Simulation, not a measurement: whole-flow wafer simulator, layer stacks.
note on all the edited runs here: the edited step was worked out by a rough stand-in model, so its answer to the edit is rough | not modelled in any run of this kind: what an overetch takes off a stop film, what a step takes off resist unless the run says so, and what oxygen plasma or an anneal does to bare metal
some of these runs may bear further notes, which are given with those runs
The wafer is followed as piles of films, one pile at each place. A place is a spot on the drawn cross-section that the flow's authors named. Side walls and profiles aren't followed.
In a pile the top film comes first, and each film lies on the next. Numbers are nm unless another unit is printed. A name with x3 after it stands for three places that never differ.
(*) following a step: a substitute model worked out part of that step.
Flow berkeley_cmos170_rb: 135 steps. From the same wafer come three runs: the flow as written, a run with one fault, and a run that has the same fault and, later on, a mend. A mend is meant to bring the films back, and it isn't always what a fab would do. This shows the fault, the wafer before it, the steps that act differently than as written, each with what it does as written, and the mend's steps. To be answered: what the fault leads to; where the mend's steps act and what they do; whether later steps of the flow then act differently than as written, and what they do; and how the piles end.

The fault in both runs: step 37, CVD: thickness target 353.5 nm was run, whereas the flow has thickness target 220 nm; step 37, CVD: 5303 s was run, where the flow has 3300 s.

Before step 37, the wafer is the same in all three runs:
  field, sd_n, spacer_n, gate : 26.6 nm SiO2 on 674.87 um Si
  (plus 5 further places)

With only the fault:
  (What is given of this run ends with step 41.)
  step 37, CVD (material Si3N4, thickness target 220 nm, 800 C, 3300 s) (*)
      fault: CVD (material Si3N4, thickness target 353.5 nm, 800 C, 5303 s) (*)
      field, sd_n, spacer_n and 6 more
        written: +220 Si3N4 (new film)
        fault: +353.5 Si3N4 (new film)
  Later steps of the flow up to step 41 that are run all act as written at every place that is followed.
  Once step 41 is done, the piles at field, sd_n, spacer_n and 6 more depart from the flow's by more than 2% or 0.5 nm, whichever is larger.
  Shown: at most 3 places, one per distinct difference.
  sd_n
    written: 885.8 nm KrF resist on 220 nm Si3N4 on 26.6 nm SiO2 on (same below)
    fault: 885.8 nm KrF resist on 353.5 nm Si3N4 on 26.6 nm SiO2 on (same below)
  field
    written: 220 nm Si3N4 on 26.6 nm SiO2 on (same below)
    fault: 353.5 nm Si3N4 on 26.6 nm SiO2 on (same below)

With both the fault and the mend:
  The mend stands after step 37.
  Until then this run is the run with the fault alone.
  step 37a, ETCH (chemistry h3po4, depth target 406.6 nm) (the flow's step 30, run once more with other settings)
      field, sd_n, spacer_n and 6 more
        -353.5 Si3N4 (all of it)
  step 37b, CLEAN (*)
      alters no film at any place that is followed
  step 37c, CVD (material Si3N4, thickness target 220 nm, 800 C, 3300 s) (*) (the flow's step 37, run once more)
      field, sd_n, spacer_n and 6 more
        +220 Si3N4 (new film)
  Later steps of the flow that are run all act as written at every place that is followed.
  At every place that both follow, the piles at the end match the flow's.
